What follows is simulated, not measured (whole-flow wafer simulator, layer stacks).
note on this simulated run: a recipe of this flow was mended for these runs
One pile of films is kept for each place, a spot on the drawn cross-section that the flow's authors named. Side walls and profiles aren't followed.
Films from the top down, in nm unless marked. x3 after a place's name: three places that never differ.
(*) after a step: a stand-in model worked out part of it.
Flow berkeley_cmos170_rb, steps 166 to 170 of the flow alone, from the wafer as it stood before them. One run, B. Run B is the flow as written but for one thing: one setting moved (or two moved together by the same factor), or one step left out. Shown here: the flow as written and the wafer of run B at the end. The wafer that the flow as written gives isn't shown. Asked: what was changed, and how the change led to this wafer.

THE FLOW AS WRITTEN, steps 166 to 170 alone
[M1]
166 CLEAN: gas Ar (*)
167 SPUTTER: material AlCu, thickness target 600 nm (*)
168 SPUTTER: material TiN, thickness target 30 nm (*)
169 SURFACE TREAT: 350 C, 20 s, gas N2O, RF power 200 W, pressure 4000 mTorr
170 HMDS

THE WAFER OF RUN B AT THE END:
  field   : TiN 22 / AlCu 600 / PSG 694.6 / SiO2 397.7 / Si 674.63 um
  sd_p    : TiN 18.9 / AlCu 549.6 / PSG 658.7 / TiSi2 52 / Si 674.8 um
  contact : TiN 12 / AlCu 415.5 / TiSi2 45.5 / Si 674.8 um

The cause: step 168, SPUTTER: thickness target 22 nm was run, where the flow has thickness target 30 nm.
It can be read off the wafer: field has TiN 22, and step 168 as written asks for 30 nm.

How the change led to this, step by step:
  168 SPUTTER: material TiN, thickness target 30 nm (*)
      field, sd_n, spacer_n, gate, spacer_p, gate_p, m1: TiN +22 (new film) (as written it would be: TiN +30 (new film))
      sd_p: TiN +18.9 (new film) (as written it would be: TiN +25.8 (new film))
      (and at 1 more place)
